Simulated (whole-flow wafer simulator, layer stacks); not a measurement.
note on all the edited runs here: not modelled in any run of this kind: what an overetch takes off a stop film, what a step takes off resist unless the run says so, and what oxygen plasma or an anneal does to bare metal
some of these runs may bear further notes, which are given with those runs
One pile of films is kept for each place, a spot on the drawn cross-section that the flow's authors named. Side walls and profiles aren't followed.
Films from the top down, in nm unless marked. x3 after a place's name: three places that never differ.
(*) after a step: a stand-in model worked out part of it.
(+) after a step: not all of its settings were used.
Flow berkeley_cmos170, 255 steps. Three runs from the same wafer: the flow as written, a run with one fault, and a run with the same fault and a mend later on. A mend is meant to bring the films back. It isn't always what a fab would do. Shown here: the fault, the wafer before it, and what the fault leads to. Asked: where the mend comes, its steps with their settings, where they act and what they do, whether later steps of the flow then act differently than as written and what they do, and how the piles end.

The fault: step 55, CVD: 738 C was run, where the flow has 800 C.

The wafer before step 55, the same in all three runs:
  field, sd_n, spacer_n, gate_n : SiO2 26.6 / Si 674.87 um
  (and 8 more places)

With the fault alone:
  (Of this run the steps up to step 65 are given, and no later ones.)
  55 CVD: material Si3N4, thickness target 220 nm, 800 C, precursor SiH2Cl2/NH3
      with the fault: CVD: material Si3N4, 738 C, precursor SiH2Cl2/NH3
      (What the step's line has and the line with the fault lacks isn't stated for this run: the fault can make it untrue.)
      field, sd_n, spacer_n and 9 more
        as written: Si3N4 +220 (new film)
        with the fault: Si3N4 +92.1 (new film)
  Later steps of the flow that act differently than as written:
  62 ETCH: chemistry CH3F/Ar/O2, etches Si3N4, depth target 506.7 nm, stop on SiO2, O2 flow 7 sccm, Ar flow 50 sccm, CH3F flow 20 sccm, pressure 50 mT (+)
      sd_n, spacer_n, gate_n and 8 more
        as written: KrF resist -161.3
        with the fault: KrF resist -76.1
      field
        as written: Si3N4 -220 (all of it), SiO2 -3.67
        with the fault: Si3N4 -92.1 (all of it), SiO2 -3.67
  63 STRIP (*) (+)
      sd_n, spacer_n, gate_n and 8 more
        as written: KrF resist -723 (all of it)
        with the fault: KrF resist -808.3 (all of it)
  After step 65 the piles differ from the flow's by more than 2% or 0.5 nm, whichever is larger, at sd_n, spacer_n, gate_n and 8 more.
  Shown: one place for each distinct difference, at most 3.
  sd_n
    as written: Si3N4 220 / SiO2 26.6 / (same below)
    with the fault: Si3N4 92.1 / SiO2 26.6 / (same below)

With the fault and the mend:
  The mend comes after step 55.
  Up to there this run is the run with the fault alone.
  55a CVD: material Si3N4, thickness target 128 nm, 800 C, precursor SiH2Cl2/NH3 (the flow's step 55 once more, with other settings)
      field, sd_n, spacer_n and 9 more
        Si3N4 +128
  No later step of the flow acts differently than as written, at any place that is followed, by more than 2% or 0.5 nm, whichever is larger.
  At the end the piles are the same as the flow's at every place that both follow.
